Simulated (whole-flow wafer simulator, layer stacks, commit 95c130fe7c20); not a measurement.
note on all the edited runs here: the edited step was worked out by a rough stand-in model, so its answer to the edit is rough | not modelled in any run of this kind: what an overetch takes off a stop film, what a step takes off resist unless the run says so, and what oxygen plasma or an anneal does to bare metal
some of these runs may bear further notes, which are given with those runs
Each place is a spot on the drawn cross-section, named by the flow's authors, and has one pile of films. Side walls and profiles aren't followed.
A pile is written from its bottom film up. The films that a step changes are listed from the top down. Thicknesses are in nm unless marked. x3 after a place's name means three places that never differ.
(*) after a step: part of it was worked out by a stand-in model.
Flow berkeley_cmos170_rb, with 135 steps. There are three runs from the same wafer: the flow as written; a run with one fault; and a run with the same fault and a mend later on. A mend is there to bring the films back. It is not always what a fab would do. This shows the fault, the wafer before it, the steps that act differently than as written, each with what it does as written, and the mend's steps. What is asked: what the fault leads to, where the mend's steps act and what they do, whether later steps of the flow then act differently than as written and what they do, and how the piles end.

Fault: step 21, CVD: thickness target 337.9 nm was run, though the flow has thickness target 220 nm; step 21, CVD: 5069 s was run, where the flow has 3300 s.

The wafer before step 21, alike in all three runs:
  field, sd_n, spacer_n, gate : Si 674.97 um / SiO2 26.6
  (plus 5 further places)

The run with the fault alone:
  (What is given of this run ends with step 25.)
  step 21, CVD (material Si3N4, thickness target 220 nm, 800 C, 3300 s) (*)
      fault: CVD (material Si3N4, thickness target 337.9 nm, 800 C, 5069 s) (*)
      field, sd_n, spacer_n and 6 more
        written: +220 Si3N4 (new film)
        fault: +337.9 Si3N4 (new film)
  Later steps of the flow up to step 25 that are run all act as written at every place that is followed.
  The piles after step 25 differ from the flow's at field, sd_n, spacer_n and 6 more by more than 2% or 0.5 nm, whichever is larger.
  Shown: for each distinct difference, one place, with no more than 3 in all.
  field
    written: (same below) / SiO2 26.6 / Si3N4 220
    fault: (same below) / SiO2 26.6 / Si3N4 337.9
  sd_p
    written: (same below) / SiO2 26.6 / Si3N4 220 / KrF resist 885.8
    fault: (same below) / SiO2 26.6 / Si3N4 337.9 / KrF resist 885.8

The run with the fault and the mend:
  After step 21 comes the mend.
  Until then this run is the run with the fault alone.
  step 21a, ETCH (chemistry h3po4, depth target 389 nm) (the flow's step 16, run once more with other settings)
      field, sd_n, spacer_n and 6 more
        -337.9 Si3N4 (all of it)
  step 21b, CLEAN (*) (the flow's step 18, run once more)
      does not change any film at any place that is followed
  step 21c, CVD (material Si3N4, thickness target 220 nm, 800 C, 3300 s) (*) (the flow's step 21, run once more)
      field, sd_n, spacer_n and 6 more
        +220 Si3N4 (new film)
  Later steps of the flow that are run all act as written at every place that is followed.
  By the end, the piles equal the flow's at every place that both follow.
